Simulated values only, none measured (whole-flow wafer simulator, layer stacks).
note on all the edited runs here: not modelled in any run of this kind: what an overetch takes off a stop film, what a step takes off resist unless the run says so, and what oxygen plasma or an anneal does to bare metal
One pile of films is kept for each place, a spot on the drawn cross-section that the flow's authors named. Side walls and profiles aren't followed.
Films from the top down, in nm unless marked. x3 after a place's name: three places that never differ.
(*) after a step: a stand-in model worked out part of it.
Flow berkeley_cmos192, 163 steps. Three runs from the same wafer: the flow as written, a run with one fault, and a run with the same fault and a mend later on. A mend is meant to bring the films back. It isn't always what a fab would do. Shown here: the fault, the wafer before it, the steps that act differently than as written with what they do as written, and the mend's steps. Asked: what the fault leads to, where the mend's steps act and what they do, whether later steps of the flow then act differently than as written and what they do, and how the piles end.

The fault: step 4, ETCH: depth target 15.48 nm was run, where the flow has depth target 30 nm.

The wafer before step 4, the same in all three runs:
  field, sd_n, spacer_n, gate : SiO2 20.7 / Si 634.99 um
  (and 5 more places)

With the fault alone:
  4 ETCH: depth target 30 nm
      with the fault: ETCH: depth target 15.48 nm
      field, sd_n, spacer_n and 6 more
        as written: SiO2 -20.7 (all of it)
        with the fault: SiO2 -15.5
  Later steps of the flow that act differently than as written:
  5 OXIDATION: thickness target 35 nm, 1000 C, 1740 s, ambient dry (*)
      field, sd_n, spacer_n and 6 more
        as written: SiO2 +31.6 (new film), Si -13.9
        with the fault: SiO2 +27.6, Si -12.1
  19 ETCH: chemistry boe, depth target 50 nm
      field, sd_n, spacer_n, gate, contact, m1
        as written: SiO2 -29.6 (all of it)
        with the fault: SiO2 -30.7 (all of it)
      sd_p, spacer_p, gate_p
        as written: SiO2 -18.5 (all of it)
        with the fault: SiO2 -19.7 (all of it)
  At the end the piles differ from the flow's only slightly at the places that both follow, by at most 2% or 0.5 nm, whichever is larger.

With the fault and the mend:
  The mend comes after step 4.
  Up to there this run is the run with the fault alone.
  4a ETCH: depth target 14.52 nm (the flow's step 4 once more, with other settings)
      field, sd_n, spacer_n and 6 more
        SiO2 -5.21 (all of it)
  No later step of the flow acts differently than as written at any place that is followed.
  At the end the piles are the same as the flow's at every place that both follow.
